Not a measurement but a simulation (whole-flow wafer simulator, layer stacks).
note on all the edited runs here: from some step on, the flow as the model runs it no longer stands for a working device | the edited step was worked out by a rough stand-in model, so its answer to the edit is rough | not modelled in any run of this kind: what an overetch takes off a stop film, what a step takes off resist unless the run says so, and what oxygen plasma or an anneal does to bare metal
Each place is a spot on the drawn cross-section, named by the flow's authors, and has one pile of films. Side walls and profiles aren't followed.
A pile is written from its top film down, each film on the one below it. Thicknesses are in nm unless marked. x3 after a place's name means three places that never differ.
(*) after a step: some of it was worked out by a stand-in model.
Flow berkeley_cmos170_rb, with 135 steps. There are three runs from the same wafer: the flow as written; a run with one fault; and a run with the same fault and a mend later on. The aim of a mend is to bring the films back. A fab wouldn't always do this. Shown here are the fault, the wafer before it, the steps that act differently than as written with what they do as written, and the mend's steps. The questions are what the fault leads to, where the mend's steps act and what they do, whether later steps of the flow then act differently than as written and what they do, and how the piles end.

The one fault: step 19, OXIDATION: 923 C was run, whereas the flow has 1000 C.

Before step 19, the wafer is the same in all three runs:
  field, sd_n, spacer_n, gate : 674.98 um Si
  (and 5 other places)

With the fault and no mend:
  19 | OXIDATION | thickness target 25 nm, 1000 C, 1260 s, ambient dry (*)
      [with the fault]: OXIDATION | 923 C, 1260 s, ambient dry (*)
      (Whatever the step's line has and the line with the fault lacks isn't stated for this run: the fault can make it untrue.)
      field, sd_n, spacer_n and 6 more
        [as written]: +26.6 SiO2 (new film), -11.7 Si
        [with the fault]: +12.4 SiO2 (new film), -5.45 Si
  Steps further on in the flow that do not act as written:
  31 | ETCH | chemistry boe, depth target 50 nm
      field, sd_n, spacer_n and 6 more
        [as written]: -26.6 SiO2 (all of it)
        [with the fault]: -12.4 SiO2 (all of it)
  The piles end only slightly different from the flow's at the places that both follow, by no more than 2% or 0.5 nm, whichever is larger.

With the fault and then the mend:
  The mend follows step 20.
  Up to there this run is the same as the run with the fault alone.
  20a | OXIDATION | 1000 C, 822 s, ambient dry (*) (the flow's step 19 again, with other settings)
      field, sd_n, spacer_n and 6 more
        +14.2 SiO2, -6.25 Si
  Later steps of the flow that are run all act as written at every place that is followed.
  By the end, the piles equal the flow's at every place that both follow.
